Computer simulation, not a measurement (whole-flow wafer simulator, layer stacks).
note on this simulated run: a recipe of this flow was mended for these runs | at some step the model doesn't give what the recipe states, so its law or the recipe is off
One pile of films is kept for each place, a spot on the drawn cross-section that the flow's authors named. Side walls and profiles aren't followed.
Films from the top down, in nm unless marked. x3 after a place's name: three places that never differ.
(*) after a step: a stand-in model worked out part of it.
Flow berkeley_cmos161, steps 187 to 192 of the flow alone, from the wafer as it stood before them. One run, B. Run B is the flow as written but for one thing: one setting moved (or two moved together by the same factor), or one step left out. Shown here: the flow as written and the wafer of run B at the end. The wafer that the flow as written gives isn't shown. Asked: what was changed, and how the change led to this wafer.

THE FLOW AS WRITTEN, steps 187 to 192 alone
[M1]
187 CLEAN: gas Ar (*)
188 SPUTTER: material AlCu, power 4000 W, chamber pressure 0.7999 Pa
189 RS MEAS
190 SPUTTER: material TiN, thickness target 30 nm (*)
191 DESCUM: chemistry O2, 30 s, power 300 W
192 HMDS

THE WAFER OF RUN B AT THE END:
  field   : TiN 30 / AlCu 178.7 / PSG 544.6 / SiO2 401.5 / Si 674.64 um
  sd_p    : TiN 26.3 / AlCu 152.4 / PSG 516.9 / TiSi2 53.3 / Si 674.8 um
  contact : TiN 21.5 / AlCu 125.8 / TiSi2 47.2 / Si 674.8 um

The cause: step 188, SPUTTER: power 2560 W was run, where the flow has power 4000 W.

How the change led to this, step by step:
  188 SPUTTER: material AlCu, power 4000 W, chamber pressure 0.7999 Pa
      field, sd_n, spacer_n, gate_n, spacer_p, gate_p, m1: AlCu +178.7 (new film) (as written it would be: AlCu +275.8 (new film))
      sd_p: AlCu +152.4 (new film) (as written it would be: AlCu +235.4 (new film))
      (and at 1 more place)
  190 SPUTTER: material TiN, thickness target 30 nm (*)
      contact: TiN +21.5 (new film) (as written it would be: TiN +20.6 (new film))
